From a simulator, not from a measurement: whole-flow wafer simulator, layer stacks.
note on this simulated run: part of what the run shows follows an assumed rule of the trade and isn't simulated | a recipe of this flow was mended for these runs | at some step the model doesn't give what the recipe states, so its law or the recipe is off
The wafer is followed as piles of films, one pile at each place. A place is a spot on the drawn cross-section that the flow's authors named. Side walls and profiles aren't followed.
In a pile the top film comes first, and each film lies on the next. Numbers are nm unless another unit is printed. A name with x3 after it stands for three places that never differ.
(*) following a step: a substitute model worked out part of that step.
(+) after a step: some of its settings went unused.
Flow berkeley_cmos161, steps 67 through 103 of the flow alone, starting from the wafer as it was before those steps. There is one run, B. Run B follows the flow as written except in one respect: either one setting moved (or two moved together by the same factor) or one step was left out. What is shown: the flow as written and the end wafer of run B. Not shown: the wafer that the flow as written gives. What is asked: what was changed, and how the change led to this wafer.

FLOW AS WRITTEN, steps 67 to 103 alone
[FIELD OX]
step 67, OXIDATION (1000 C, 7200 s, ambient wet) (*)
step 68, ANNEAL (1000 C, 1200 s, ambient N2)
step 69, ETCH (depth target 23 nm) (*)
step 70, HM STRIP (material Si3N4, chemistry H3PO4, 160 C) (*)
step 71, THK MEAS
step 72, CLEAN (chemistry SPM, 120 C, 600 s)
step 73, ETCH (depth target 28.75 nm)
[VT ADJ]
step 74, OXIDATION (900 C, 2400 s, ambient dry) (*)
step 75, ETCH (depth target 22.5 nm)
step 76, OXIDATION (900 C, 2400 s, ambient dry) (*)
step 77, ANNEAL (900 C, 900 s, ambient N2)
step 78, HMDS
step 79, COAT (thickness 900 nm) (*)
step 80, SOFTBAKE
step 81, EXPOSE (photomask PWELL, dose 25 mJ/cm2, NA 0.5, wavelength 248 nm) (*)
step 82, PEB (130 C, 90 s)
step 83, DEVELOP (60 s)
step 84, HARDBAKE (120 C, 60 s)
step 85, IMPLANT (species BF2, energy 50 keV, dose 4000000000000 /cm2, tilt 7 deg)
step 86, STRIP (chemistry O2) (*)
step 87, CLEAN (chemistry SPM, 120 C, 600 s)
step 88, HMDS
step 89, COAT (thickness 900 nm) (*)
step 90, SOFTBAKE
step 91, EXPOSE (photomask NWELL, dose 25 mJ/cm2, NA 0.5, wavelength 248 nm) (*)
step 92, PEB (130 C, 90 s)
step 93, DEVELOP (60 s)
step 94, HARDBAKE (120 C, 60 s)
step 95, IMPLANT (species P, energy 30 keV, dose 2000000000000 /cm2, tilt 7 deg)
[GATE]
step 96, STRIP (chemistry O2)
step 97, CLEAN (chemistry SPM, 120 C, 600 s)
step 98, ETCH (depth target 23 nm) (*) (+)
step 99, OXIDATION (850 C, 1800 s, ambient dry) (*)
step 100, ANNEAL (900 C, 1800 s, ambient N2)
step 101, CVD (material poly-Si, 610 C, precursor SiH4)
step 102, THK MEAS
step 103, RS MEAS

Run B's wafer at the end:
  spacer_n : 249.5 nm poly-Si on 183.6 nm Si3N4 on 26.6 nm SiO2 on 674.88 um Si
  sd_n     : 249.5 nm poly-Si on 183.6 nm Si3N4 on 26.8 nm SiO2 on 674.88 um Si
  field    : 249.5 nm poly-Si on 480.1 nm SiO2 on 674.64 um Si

What caused this: step 69, ETCH: depth target 11 nm was run, while the flow as written has depth target 23 nm.

Step by step, how the change led to this:
  step 69, ETCH (depth target 23 nm) (*)
      sd_n, spacer_n, gate_n, sd_p, spacer_p, gate_p, contact, m1: SiO2 loses 11 (in the flow as written it would be: SiO2 loses 12.1 (all of it), Si3N4 loses 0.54)
      field: SiO2 loses 11 (in the flow as written it would be: SiO2 loses 23)
  step 70, HM STRIP (material Si3N4, chemistry H3PO4, 160 C) (*)
      sd_n, spacer_n, gate_n, sd_p, spacer_p, gate_p, contact, m1: nothing (in the flow as written it would be: Si3N4 loses 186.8 (all of it), SiO2 loses 8.69)
      field: nothing (in the flow as written it would be: SiO2 loses 14.5)
  step 73, ETCH (depth target 28.75 nm)
      spacer_n, gate_n, spacer_p, gate_p, contact, m1: SiO2 loses 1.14 (all of it), Si3N4 loses 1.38 (in the flow as written it would be: SiO2 loses 17.9 (all of it))
      sd_n, sd_p: SiO2 loses 1.14 (all of it), Si3N4 loses 1.38 (in the flow as written it would be: SiO2 loses 18.1 (all of it))
  step 74, OXIDATION (900 C, 2400 s, ambient dry) (*)
      sd_n, spacer_n, gate_n, sd_p, spacer_p, gate_p, contact, m1: nothing (in the flow as written it would be: SiO2 gains 14.9 (new film), Si loses 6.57)
  step 75, ETCH (depth target 22.5 nm)
      sd_n, spacer_n, gate_n, sd_p, spacer_p, gate_p, contact, m1: Si3N4 loses 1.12 (in the flow as written it would be: SiO2 loses 14.9 (all of it))
  step 76, OXIDATION (900 C, 2400 s, ambient dry) (*)
      sd_n, spacer_n, gate_n, sd_p, spacer_p, gate_p, contact, m1: nothing (in the flow as written it would be: SiO2 gains 14.9 (new film), Si loses 6.57)
  step 79, COAT (thickness 900 nm) (*)
      field: KrF-resist gains 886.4 (new film) (in the flow as written it would be: KrF-resist gains 838.3 (new film))
      sd_n: KrF-resist gains 925.7 (new film) (in the flow as written it would be: KrF-resist gains 1020.9 (new film))
      (also at 7 further places)
  step 83, DEVELOP (60 s)
      field: KrF-resist loses 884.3 (all of it) (in the flow as written it would be: KrF-resist loses 836.4 (all of it))
      sd_n: KrF-resist loses 923.5 (all of it) (in the flow as written it would be: KrF-resist loses 1018.4 (all of it))
      (also at 4 further places)
  step 84, HARDBAKE (120 C, 60 s)
      sd_p: KrF-resist loses 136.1 (in the flow as written it would be: KrF-resist loses 147.7)
      spacer_p: KrF-resist loses 135.6 (in the flow as written it would be: KrF-resist loses 144.7)
      (also at 1 further place)
  step 86, STRIP (chemistry O2) (*)
      sd_p: KrF-resist loses 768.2 (all of it) (in the flow as written it would be: KrF-resist loses 834.2 (all of it))
      spacer_p: KrF-resist loses 765.1 (all of it) (in the flow as written it would be: KrF-resist loses 816.9 (all of it))
      (also at 1 further place)
  step 89, COAT (thickness 900 nm) (*)
      field: KrF-resist gains 886.4 (new film) (in the flow as written it would be: KrF-resist gains 838.3 (new film))
      sd_n: KrF-resist gains 925.7 (new film) (in the flow as written it would be: KrF-resist gains 1020.9 (new film))
      (also at 7 further places)
  step 93, DEVELOP (60 s)
      sd_p: KrF-resist loses 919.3 (all of it) (in the flow as written it would be: KrF-resist loses 996.9 (all of it))
      spacer_p: KrF-resist loses 915.6 (all of it) (in the flow as written it would be: KrF-resist loses 976.5 (all of it))
      (also at 1 further place)
  step 94, HARDBAKE (120 C, 60 s)
      spacer_n, gate_n: KrF-resist loses 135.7 (in the flow as written it would be: KrF-resist loses 145.2)
      field: KrF-resist loses 130.9 (in the flow as written it would be: KrF-resist loses 123.7)
      (also at 3 further places)
  step 96, STRIP (chemistry O2)
      field: KrF-resist loses 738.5 (all of it) (in the flow as written it would be: KrF-resist loses 697.7 (all of it))
      sd_n: KrF-resist loses 771.8 (all of it) (in the flow as written it would be: KrF-resist loses 852.5 (all of it))
      (also at 4 further places)
  step 98, ETCH (depth target 23 nm) (*) (+)
      sd_n, spacer_n, gate_n, sd_p, spacer_p, gate_p, contact, m1: Si3N4 loses 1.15 (in the flow as written it would be: SiO2 loses 14.9 (all of it))
  step 99, OXIDATION (850 C, 1800 s, ambient dry) (*)
      sd_n, spacer_n, gate_n, sd_p, spacer_p, gate_p, contact, m1: nothing (in the flow as written it would be: SiO2 gains 7.48 (new film), Si loses 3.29)
